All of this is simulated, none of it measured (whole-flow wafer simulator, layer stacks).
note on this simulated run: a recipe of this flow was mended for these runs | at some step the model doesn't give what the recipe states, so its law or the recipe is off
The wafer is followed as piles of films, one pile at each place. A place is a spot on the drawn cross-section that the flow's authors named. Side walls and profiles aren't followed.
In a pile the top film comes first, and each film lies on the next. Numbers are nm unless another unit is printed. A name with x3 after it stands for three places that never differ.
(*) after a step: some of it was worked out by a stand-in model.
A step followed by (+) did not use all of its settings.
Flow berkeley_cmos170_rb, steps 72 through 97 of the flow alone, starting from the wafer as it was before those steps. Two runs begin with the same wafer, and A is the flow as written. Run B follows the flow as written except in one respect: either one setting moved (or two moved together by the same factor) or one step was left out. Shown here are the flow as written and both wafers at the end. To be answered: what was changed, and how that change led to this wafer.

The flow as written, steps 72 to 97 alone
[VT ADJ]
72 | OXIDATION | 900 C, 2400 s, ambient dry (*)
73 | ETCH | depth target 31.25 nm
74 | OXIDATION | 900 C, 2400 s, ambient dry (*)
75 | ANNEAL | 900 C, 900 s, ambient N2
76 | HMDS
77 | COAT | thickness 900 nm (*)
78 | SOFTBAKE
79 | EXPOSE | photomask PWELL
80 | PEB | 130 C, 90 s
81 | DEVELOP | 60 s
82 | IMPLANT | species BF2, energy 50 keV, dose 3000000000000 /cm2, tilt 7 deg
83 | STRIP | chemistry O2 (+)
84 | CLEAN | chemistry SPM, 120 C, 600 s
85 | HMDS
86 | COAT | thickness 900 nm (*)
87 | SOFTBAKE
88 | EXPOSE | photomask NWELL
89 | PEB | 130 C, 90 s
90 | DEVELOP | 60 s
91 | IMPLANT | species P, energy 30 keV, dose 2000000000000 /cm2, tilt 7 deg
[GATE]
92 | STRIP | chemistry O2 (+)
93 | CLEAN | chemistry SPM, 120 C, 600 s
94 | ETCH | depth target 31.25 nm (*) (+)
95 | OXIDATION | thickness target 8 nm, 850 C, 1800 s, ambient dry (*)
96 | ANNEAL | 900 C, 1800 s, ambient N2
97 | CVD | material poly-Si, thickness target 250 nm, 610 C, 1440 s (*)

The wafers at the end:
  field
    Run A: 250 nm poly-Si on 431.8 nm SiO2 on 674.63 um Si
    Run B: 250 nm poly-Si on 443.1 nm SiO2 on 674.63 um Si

Cause: step 94, ETCH: depth target 20 nm was run, whereas the flow has depth target 31.25 nm.

How this came from the change, step by step:
  94 | ETCH | depth target 31.25 nm (*) (+)
      field: A -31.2 SiO2 | B -20 SiO2
